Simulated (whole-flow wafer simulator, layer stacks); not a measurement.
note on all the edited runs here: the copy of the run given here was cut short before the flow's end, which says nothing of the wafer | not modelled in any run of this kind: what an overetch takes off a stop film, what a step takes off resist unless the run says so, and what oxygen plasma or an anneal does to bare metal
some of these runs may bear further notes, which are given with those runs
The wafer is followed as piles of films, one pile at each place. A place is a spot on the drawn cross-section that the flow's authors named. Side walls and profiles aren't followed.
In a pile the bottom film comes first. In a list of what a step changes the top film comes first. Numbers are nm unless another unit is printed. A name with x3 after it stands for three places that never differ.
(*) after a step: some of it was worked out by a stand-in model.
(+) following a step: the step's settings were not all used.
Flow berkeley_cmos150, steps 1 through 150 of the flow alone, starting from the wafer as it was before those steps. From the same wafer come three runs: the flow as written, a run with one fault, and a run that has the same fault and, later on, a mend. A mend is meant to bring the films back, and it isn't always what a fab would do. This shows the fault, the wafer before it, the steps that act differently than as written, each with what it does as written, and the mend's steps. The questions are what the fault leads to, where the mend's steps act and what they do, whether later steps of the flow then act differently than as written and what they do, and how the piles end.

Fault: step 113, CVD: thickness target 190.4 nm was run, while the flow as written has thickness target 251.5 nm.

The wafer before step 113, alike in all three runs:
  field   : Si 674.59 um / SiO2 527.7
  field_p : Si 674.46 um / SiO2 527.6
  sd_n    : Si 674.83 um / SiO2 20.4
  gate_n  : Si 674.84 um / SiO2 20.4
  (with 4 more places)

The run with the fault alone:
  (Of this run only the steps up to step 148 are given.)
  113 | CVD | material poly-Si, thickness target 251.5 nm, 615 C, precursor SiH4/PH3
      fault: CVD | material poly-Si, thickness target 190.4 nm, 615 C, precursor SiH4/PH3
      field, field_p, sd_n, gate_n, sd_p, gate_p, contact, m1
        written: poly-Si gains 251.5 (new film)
        fault: poly-Si gains 190.4 (new film)
  Steps later in the flow that act otherwise than as written (7 other steps are not shown; they differ only slightly, by no more than 2% or 0.5 nm, whichever is larger):
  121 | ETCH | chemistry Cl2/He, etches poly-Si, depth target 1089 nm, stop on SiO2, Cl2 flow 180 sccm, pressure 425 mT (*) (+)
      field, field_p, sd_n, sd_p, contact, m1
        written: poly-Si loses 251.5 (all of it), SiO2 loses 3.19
        fault: poly-Si loses 190.4 (all of it), SiO2 loses 3.19
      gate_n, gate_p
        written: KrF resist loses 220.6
        fault: KrF resist loses 177
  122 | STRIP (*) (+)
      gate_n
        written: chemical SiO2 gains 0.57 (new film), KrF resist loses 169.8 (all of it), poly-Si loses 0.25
        fault: chemical SiO2 gains 0.6 (new film), KrF resist loses 211.8 (all of it), poly-Si loses 0.26
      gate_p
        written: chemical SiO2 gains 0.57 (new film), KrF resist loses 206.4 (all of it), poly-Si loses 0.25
        fault: chemical SiO2 gains 0.6 (new film), KrF resist loses 248.1 (all of it), poly-Si loses 0.26
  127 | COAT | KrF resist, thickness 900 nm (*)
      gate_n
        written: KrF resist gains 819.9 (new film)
        fault: KrF resist gains 861.4 (new film)
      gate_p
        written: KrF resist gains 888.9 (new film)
        fault: KrF resist gains 931.2 (new film)
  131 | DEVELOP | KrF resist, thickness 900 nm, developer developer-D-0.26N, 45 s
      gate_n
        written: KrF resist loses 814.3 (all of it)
        fault: KrF resist loses 855.5 (all of it)
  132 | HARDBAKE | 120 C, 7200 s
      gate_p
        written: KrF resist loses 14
        fault: KrF resist loses 14.7
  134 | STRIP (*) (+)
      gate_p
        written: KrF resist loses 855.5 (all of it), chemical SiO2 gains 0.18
        fault: KrF resist loses 896.8 (all of it), chemical SiO2 gains 0.18
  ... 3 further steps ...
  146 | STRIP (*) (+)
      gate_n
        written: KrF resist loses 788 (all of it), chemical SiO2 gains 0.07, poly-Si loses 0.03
        fault: KrF resist loses 828.5 (all of it), chemical SiO2 gains 0.07, poly-Si loses 0.03
  Once step 148 is done, the piles at gate_n, gate_p depart from the flow's by more than 2% or 0.5 nm, whichever is larger.
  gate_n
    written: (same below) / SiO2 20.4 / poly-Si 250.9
    fault: (same below) / SiO2 20.4 / poly-Si 189.8
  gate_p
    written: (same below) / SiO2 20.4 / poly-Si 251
    fault: (same below) / SiO2 20.4 / poly-Si 189.9

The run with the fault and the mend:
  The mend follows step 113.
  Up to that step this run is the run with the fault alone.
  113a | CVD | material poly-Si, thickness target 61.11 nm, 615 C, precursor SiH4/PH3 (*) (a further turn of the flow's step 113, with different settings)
      field, field_p, sd_n, gate_n, sd_p, gate_p, contact, m1
        poly-Si gains 61.1
  Every later step of the flow that is run acts as written, at every place that is followed, to within 2% or 0.5 nm, whichever is larger.
  At the end the piles are close to the flow's at the places that both follow, differing by at most 2% or 0.5 nm, whichever is larger.
